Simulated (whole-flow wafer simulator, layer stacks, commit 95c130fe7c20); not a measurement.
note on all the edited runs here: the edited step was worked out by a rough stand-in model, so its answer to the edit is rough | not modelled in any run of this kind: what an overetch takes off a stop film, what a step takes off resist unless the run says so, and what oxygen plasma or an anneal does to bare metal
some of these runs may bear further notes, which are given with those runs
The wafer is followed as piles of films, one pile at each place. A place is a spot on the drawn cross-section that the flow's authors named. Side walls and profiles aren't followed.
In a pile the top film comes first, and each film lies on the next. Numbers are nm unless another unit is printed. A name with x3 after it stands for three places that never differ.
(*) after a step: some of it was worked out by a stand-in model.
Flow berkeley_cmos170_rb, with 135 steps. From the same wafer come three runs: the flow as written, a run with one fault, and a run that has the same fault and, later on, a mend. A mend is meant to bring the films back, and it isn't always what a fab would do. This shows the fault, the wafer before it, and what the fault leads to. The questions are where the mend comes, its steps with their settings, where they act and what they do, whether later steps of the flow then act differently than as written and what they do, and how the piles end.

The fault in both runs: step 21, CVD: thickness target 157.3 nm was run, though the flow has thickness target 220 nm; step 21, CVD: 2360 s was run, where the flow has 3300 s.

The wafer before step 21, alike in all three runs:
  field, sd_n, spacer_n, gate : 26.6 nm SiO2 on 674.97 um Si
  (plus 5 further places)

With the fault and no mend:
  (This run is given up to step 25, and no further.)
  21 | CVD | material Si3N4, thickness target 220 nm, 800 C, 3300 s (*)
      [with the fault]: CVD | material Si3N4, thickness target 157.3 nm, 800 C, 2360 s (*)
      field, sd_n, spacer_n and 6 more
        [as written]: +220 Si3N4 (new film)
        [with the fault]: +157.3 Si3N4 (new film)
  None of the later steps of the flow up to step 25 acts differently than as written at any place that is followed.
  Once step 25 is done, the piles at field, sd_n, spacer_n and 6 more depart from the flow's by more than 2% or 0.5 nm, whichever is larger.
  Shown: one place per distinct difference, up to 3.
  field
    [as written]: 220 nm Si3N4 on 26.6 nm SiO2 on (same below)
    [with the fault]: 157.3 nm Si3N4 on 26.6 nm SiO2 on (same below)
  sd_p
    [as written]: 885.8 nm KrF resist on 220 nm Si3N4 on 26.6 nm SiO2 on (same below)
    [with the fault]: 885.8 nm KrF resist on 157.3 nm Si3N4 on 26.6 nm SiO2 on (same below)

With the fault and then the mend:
  After step 21 comes the mend.
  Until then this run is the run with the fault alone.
  21a | CVD | material Si3N4, thickness target 62.7 nm, 800 C, 940 s (*) (the flow's step 21, run once more with other settings)
      field, sd_n, spacer_n and 6 more
        +62.7 Si3N4
  None of the later steps of the flow acts differently than as written at any place that is followed.
  By the end, the piles equal the flow's at every place that both follow.
